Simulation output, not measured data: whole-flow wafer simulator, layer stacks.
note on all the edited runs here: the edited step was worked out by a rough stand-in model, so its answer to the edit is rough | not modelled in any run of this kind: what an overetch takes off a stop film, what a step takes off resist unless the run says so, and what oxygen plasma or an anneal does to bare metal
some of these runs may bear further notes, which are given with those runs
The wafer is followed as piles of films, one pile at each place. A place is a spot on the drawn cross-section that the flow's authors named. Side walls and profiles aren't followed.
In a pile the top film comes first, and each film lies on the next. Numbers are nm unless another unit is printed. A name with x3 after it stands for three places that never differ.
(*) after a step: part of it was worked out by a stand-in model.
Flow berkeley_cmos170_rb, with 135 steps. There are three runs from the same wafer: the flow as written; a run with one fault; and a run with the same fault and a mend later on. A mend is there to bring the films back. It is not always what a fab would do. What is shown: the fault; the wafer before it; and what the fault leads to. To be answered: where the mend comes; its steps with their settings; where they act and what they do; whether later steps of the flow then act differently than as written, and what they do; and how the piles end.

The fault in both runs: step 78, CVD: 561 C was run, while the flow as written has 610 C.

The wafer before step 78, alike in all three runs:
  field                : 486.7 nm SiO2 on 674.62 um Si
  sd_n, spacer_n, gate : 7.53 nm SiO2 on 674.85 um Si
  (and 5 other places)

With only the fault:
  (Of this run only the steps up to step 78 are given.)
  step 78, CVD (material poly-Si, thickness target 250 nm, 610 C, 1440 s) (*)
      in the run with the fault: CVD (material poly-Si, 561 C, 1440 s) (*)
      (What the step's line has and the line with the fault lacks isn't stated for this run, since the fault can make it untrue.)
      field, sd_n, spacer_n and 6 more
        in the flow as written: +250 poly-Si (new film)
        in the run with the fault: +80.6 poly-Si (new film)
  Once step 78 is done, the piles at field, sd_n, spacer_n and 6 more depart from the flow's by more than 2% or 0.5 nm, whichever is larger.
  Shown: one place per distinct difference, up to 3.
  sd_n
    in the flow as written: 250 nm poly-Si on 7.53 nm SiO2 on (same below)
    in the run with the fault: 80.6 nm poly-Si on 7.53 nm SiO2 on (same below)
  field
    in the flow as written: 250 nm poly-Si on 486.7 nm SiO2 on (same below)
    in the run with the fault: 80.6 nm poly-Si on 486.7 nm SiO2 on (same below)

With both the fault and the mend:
  The mend follows step 78.
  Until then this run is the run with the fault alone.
  step 78a, ETCH (chemistry tmah, depth target 92.66 nm)
      field, sd_n, spacer_n and 6 more
        -80.6 poly-Si (all of it)
  step 78b, CLEAN (*) (a further turn of the flow's step 74)
      alters no film at any place that is followed
  step 78c, CVD (material poly-Si, thickness target 250 nm, 610 C, 1440 s) (*) (a further turn of the flow's step 78)
      field, sd_n, spacer_n and 6 more
        +250 poly-Si (new film)
  Later steps of the flow that are run all act as written at every place that is followed.
  By the end, the piles equal the flow's at every place that both follow.
